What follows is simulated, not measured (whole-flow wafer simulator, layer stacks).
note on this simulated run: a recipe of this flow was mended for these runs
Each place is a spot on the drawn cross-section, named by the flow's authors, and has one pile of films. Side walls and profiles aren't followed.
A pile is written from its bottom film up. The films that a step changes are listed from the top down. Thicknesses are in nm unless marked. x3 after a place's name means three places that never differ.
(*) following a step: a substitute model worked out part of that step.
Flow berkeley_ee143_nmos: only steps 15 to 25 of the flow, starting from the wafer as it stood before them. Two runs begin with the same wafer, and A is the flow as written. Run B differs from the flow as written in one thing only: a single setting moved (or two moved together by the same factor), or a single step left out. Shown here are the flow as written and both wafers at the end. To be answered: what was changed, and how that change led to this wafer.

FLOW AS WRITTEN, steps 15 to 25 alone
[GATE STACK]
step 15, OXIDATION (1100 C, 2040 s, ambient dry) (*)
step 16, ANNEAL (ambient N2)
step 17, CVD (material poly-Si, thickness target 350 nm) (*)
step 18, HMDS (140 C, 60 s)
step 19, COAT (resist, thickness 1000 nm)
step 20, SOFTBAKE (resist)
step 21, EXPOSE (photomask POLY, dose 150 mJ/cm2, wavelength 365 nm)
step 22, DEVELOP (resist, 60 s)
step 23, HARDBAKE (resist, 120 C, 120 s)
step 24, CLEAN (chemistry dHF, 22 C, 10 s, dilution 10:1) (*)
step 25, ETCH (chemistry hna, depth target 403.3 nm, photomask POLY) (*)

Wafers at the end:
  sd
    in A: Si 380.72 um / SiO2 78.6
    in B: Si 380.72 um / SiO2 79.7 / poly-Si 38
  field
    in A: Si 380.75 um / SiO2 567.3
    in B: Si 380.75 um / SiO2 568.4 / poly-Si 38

The reason: step 25, ETCH: depth target 312 nm was run, though the flow has depth target 403.3 nm.

Step by step, how the change led to this:
  step 25, ETCH (chemistry hna, depth target 403.3 nm, photomask POLY) (*)
      sd, contact, field: A -350 poly-Si (all of it), -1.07 SiO2 | B -312 poly-Si
